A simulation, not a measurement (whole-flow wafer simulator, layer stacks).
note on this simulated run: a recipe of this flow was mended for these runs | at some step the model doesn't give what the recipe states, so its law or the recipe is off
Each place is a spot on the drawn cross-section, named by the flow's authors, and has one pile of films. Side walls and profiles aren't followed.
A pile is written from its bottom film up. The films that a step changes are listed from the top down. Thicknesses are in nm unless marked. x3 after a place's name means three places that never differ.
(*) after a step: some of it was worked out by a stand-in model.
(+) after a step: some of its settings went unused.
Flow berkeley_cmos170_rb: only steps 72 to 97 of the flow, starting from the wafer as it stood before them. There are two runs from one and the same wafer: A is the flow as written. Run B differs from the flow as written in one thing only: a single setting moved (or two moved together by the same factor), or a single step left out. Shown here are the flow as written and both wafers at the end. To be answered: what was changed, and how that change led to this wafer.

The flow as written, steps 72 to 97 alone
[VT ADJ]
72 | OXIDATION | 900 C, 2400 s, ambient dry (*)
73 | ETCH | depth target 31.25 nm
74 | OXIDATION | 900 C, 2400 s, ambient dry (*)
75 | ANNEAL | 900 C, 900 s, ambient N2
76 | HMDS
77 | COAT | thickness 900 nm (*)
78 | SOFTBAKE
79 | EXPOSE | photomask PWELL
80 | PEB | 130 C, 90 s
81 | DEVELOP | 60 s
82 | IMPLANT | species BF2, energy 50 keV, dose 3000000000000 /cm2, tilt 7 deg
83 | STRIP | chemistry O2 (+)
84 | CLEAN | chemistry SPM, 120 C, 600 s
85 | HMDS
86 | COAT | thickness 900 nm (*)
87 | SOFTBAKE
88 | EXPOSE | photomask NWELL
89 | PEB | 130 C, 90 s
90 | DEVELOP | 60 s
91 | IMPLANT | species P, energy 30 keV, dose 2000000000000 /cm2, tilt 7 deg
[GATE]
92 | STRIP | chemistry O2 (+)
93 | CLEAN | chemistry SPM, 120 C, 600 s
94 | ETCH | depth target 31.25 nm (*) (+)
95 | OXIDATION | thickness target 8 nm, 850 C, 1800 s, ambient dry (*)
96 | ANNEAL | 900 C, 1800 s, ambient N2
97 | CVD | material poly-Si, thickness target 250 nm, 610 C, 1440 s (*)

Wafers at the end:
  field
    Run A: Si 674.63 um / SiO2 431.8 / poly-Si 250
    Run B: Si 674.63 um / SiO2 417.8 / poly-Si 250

The reason: step 73, ETCH: depth target 45.31 nm was run, though the flow has depth target 31.25 nm.

How this came from the change, step by step:
  73 | ETCH | depth target 31.25 nm
      field: A SiO2 loses 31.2 | B SiO2 loses 45.3
